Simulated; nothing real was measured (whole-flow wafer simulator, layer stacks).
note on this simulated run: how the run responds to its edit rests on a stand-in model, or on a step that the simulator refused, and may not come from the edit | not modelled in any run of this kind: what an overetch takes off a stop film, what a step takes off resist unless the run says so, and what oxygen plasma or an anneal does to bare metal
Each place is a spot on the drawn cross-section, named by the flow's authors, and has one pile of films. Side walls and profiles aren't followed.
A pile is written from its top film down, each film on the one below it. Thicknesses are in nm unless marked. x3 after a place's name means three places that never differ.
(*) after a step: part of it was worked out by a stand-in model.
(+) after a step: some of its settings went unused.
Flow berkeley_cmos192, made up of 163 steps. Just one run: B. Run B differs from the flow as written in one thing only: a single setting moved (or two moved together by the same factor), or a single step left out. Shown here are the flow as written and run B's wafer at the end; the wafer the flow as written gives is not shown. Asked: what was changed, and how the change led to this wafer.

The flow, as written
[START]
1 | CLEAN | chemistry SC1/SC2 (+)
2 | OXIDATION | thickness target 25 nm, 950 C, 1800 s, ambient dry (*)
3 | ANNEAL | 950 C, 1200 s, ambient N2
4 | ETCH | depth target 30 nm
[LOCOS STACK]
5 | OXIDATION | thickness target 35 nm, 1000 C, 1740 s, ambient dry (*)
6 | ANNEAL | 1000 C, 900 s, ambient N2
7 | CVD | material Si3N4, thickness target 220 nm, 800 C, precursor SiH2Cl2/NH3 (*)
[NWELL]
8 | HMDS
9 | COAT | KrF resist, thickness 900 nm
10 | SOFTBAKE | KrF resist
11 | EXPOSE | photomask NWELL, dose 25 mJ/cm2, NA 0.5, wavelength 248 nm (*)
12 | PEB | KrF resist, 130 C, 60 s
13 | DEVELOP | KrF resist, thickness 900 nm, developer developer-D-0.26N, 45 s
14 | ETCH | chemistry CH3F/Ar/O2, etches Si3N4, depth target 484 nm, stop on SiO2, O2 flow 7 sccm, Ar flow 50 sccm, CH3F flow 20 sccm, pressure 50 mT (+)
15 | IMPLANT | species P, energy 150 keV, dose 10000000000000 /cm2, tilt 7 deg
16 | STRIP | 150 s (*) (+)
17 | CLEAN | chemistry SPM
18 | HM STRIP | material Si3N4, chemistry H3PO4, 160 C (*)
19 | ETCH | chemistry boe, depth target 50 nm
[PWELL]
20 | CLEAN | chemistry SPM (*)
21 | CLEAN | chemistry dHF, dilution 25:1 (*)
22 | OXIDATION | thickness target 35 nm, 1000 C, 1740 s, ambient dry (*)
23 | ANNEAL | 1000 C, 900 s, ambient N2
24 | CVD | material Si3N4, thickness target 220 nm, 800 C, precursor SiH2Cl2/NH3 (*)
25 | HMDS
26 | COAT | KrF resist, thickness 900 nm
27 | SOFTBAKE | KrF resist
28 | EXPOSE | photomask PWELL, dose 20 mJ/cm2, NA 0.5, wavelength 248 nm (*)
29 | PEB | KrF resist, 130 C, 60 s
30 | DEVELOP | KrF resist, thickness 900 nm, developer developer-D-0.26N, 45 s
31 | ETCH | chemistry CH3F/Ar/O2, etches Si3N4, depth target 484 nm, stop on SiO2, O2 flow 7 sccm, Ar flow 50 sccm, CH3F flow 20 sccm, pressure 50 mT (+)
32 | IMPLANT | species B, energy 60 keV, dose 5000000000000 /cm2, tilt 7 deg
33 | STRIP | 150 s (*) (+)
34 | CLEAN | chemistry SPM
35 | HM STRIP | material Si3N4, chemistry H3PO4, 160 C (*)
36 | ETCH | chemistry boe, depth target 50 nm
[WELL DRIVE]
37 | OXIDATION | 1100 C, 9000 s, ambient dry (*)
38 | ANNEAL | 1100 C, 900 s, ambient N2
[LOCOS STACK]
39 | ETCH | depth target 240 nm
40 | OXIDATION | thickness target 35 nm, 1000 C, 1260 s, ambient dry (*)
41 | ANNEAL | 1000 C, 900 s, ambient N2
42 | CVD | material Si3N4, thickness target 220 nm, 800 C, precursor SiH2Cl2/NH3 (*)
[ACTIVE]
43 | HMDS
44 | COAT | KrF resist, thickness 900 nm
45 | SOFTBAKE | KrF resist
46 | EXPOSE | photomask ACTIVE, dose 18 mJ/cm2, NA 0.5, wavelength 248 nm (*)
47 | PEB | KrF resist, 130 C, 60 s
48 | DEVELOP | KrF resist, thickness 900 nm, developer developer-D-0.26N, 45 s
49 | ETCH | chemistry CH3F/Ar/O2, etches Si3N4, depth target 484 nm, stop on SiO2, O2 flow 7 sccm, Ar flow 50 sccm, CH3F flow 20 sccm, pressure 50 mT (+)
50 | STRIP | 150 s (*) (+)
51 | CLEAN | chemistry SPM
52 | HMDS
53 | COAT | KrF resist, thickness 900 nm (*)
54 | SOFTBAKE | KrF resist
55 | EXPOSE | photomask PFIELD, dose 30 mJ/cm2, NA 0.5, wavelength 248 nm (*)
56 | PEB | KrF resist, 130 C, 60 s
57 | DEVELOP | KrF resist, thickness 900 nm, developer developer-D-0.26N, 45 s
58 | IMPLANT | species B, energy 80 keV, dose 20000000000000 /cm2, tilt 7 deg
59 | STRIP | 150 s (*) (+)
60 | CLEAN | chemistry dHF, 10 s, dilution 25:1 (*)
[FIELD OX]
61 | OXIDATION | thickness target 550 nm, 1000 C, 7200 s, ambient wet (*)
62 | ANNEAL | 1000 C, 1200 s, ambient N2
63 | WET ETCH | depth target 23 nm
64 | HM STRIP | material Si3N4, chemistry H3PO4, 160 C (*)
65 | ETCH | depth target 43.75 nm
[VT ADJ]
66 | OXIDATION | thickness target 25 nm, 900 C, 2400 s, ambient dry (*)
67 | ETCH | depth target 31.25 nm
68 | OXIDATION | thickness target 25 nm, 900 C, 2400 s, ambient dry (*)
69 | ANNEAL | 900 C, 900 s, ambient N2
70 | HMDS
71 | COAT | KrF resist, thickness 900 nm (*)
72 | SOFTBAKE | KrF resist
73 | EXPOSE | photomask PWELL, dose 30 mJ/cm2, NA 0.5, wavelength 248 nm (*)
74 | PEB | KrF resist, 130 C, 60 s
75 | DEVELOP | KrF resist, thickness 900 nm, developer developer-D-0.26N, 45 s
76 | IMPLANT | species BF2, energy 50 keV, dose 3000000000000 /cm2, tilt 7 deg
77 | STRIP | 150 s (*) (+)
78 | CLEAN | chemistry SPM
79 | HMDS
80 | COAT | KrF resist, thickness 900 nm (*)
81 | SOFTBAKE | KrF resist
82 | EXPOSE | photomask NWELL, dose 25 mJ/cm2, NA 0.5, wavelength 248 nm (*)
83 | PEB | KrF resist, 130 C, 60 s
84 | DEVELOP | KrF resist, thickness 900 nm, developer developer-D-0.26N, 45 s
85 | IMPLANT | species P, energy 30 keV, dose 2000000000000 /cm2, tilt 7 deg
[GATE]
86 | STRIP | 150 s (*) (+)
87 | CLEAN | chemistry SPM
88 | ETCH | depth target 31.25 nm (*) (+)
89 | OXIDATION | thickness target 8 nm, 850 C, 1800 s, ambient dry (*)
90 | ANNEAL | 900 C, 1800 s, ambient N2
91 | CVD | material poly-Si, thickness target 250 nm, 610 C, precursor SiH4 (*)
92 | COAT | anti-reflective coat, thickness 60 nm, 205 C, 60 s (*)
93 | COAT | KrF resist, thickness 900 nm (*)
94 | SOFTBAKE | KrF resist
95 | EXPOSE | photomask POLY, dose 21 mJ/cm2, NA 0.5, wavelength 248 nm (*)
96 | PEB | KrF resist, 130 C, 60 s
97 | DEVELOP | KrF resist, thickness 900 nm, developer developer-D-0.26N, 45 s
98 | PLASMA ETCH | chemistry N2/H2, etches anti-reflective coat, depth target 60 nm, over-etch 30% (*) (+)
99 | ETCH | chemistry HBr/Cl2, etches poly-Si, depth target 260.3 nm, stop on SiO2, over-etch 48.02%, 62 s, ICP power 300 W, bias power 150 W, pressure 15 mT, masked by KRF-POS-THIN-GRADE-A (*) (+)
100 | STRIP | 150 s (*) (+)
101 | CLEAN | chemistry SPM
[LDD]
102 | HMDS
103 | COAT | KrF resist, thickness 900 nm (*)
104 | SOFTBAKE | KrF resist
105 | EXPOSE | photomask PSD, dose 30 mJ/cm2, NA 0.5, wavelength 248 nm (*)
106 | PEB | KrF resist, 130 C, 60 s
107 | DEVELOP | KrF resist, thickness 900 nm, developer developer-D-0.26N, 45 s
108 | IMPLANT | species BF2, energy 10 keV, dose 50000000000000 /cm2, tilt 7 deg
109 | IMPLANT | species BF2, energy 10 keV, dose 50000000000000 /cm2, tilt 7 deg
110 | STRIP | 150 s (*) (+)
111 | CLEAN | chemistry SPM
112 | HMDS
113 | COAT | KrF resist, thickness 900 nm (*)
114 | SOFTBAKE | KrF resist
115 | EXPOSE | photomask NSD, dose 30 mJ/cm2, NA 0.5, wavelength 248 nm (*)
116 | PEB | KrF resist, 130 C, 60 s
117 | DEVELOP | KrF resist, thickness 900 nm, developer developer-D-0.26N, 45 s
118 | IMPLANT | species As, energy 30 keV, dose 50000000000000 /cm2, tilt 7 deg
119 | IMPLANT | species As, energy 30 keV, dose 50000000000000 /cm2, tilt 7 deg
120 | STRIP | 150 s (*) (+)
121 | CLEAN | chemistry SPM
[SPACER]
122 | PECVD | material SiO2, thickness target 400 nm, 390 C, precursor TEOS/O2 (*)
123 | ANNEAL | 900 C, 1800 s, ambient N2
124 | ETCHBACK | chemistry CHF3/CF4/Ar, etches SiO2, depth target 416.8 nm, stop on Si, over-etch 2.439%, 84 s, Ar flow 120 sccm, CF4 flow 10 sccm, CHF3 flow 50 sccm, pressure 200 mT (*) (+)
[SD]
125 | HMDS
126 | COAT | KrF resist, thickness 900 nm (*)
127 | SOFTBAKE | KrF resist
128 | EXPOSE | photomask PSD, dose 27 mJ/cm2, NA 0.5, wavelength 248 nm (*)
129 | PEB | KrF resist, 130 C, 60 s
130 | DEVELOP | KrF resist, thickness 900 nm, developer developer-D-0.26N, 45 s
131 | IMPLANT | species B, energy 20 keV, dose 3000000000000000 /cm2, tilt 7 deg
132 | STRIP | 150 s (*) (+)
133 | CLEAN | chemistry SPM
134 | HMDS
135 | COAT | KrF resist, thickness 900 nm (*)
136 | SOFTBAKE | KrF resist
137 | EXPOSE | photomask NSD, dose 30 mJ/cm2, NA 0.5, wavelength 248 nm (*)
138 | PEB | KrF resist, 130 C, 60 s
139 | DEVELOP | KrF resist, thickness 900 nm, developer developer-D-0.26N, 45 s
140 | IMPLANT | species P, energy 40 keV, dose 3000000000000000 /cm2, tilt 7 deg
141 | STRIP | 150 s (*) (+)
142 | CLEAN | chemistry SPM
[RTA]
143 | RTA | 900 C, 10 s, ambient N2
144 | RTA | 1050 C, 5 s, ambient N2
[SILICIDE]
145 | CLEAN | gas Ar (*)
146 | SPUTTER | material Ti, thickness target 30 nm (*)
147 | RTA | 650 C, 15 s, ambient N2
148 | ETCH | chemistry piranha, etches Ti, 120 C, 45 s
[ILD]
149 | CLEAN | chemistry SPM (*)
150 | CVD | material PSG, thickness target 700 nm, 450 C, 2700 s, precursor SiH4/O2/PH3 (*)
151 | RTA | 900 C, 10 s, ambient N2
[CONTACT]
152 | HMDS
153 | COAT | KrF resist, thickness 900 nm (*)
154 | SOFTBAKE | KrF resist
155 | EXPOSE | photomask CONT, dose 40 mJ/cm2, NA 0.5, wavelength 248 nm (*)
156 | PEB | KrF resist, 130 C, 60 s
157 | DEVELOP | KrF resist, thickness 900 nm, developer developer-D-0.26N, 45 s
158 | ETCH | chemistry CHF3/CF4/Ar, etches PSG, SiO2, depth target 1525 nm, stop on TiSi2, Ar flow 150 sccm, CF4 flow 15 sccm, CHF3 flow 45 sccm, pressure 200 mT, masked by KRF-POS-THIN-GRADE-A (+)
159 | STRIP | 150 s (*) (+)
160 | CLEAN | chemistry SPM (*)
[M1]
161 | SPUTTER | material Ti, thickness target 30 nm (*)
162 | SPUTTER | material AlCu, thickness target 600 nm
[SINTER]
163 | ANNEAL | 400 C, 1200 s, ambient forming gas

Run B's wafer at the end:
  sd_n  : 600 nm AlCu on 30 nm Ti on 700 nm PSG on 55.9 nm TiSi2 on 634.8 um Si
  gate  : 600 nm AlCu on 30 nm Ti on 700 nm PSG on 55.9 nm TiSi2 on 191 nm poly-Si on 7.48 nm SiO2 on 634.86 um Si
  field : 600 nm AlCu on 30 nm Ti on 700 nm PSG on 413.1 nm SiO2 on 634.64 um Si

What caused this: step 39, ETCH: depth target 133 nm was run, whereas the flow has depth target 240 nm.

How this came from the change, step by step:
  39 | ETCH | depth target 240 nm
      field, sd_n, spacer_n and 6 more: -133 SiO2 (as written it would have been: -197.6 SiO2 (all of it))
  40 | OXIDATION | thickness target 35 nm, 1000 C, 1260 s, ambient dry (*)
      field, sd_n, spacer_n and 6 more: +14 SiO2, -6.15 Si (as written it would have been: +26.6 SiO2 (new film), -11.7 Si)
  61 | OXIDATION | thickness target 550 nm, 1000 C, 7200 s, ambient wet (*)
      gate: +12.1 SiO2 (new film), -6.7 Si3N4 (as written it would have been: +12.1 SiO2 (new film), -6.7 Si3N4, +0.05 SiO2, -0.05 Si)
      contact: +12.1 SiO2 (new film), -6.7 Si3N4, +0.07 SiO2, -0.06 Si (as written it would have been: +12.1 SiO2 (new film), -6.7 Si3N4)
      (also at 3 further places)
  65 | ETCH | depth target 43.75 nm
      sd_n, spacer_n, gate, sd_p, contact: -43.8 SiO2 (as written it would have been: -24.6 SiO2 (all of it))
      spacer_p, gate_p, m1: -43.7 SiO2 (as written it would have been: -24.6 SiO2 (all of it))
  66 | OXIDATION | thickness target 25 nm, 900 C, 2400 s, ambient dry (*)
      spacer_n, gate, spacer_p, gate_p, contact, m1: +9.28 SiO2, -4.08 Si (as written it would have been: +14.9 SiO2 (new film), -6.57 Si)
      sd_n: +8.62 SiO2, -3.79 Si (as written it would have been: +14.9 SiO2 (new film), -6.57 Si)
      (also at 1 further place)
  67 | ETCH | depth target 31.25 nm
      spacer_n, gate, sd_p, spacer_p, gate_p, contact, m1: -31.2 SiO2 (as written it would have been: -14.9 SiO2 (all of it))
      sd_n: -31.3 SiO2 (as written it would have been: -14.9 SiO2 (all of it))
  68 | OXIDATION | thickness target 25 nm, 900 C, 2400 s, ambient dry (*)
      spacer_n, gate, spacer_p, gate_p, contact, m1: +9.55 SiO2, -4.2 Si (as written it would have been: +14.9 SiO2 (new film), -6.57 Si)
      sd_n: +8.63 SiO2, -3.8 Si (as written it would have been: +14.9 SiO2 (new film), -6.57 Si)
      (also at 1 further place)
  88 | ETCH | depth target 31.25 nm (*) (+)
      spacer_n, gate, spacer_p, gate_p, m1: -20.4 SiO2 (all of it) (as written it would have been: -14.9 SiO2 (all of it))
      sd_n: -27.9 SiO2 (all of it) (as written it would have been: -14.9 SiO2 (all of it))
      (also at 2 further places)
  92 | COAT | anti-reflective coat, thickness 60 nm, 205 C, 60 s (*)
      sd_n: +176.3 anti-reflective coat (new film) (as written it would have been: +152.4 anti-reflective coat (new film))
      spacer_n: +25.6 anti-reflective coat (new film) (as written it would have been: +33.8 anti-reflective coat (new film))
      (also at 6 further places)
  93 | COAT | KrF resist, thickness 900 nm (*)
      spacer_n: +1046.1 KrF resist (new film) (as written it would have been: +1021.2 KrF resist (new film))
      gate: +1049.1 KrF resist (new film) (as written it would have been: +1023.8 KrF resist (new film))
  97 | DEVELOP | KrF resist, thickness 900 nm, developer developer-D-0.26N, 45 s
      spacer_n: -1044.4 KrF resist (all of it) (as written it would have been: -1019.5 KrF resist (all of it))
  98 | PLASMA ETCH | chemistry N2/H2, etches anti-reflective coat, depth target 60 nm, over-etch 30% (*) (+)
      field: -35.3 anti-reflective coat (all of it), -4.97 poly-Si (as written it would have been: -35.3 anti-reflective coat (all of it), -4.18 poly-Si)
      sd_n: -176.3 anti-reflective coat (all of it), -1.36 poly-Si (as written it would have been: -152.4 anti-reflective coat (all of it), -1.17 poly-Si)
      (also at 5 further places)
  100 | STRIP | 150 s (*) (+)
      gate: +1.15 chemical SiO2 (new film), -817 KrF resist (all of it), -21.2 anti-reflective coat (all of it), -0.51 poly-Si (as written it would have been: +1.15 chemical SiO2 (new film), -791.8 KrF resist (all of it), -30 anti-reflective coat (all of it), -0.51 poly-Si)
      gate_p: +1.15 chemical SiO2 (new film), -781.1 KrF resist (all of it), -24.4 anti-reflective coat (all of it), -0.51 poly-Si (as written it would have been: +1.15 chemical SiO2 (new film), -765.1 KrF resist (all of it), -31 anti-reflective coat (all of it), -0.51 poly-Si)
  147 | RTA | 650 C, 15 s, ambient N2
      sd_p: -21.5 Ti, +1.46 TiSi first (new film), +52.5 TiSi2 C49 (new film), -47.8 Si (as written it would have been: -21.9 Ti, +2.35 TiSi first (new film), +52.1 TiSi2 C49 (new film), -48.1 Si)
  151 | RTA | 900 C, 10 s, ambient N2
      sd_p: under 1 film: +51.3 TiSi2 (new film), -1.36 TiSi first (all of it), -52.5 TiSi2 C49 (all of it), -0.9 Si (as written it would have been: under 1 film: +52.2 TiSi2 (new film), -2.25 TiSi first (all of it), -52.1 TiSi2 C49 (all of it), -1.5 Si)
  153 | COAT | KrF resist, thickness 900 nm (*)
      sd_n: +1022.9 KrF resist (new film) (as written it would have been: +1002.2 KrF resist (new film))
  ... another 2 steps ...
  162 | SPUTTER | material AlCu, thickness target 600 nm
      sd_p: +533 AlCu (new film) (as written it would have been: +551.2 AlCu (new film))
